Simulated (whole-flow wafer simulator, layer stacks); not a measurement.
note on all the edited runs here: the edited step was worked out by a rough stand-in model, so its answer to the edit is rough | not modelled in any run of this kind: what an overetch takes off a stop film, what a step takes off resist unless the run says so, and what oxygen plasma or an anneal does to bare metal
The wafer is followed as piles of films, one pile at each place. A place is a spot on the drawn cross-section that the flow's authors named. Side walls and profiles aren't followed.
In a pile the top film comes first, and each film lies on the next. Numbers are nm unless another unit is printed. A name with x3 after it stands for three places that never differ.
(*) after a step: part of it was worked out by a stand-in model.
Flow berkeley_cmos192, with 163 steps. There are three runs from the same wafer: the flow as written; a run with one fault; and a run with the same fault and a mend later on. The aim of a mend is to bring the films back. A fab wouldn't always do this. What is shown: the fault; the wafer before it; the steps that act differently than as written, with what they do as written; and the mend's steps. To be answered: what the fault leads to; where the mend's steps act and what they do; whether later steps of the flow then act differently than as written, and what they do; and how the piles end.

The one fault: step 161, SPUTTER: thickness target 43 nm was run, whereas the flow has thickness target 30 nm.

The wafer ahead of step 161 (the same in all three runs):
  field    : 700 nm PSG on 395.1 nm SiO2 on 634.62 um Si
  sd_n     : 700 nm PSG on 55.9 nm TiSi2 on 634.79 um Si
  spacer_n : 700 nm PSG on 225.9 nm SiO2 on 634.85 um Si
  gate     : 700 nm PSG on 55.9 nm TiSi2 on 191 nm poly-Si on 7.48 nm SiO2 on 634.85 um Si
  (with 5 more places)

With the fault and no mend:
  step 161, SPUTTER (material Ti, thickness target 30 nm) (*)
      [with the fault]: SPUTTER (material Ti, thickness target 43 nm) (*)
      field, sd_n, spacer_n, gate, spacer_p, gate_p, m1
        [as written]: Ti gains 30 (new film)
        [with the fault]: Ti gains 43 (new film)
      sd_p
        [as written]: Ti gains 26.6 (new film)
        [with the fault]: Ti gains 38.2 (new film)
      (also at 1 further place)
  None of the later steps of the flow differs from how it acts as written, at any place that is followed, by more than 2% or 0.5 nm, whichever is larger.
  The piles end different from the flow's at field, sd_n, spacer_n and 6 more by more than 2% or 0.5 nm, whichever is larger.
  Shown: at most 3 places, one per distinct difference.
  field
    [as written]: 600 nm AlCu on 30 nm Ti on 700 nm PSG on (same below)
    [with the fault]: 600 nm AlCu on 43 nm Ti on 700 nm PSG on (same below)
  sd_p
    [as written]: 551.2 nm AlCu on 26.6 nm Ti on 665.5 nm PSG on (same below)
    [with the fault]: 550.5 nm AlCu on 38.2 nm Ti on 665.5 nm PSG on (same below)
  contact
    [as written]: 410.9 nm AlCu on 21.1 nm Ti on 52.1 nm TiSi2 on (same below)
    [with the fault]: 408.8 nm AlCu on 30.2 nm Ti on 52.1 nm TiSi2 on (same below)

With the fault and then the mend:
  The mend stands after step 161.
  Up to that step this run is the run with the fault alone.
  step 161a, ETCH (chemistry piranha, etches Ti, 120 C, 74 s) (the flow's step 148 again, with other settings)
      field, sd_n, spacer_n, gate, spacer_p, gate_p, m1
        Ti loses 43 (all of it)
      sd_p
        Ti loses 38.2 (all of it)
      contact
        Ti loses 30.2 (all of it), TiSi2 loses 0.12
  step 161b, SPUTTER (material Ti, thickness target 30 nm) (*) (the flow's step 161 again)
      field, sd_n, spacer_n, gate, spacer_p, gate_p, m1
        Ti gains 30 (new film)
      sd_p
        Ti gains 26.6 (new film)
      contact
        Ti gains 21.1 (new film)
  None of the later steps of the flow acts differently than as written at any place that is followed.
  At the end the piles are close to the flow's at the places that both follow, differing by at most 2% or 0.5 nm, whichever is larger.
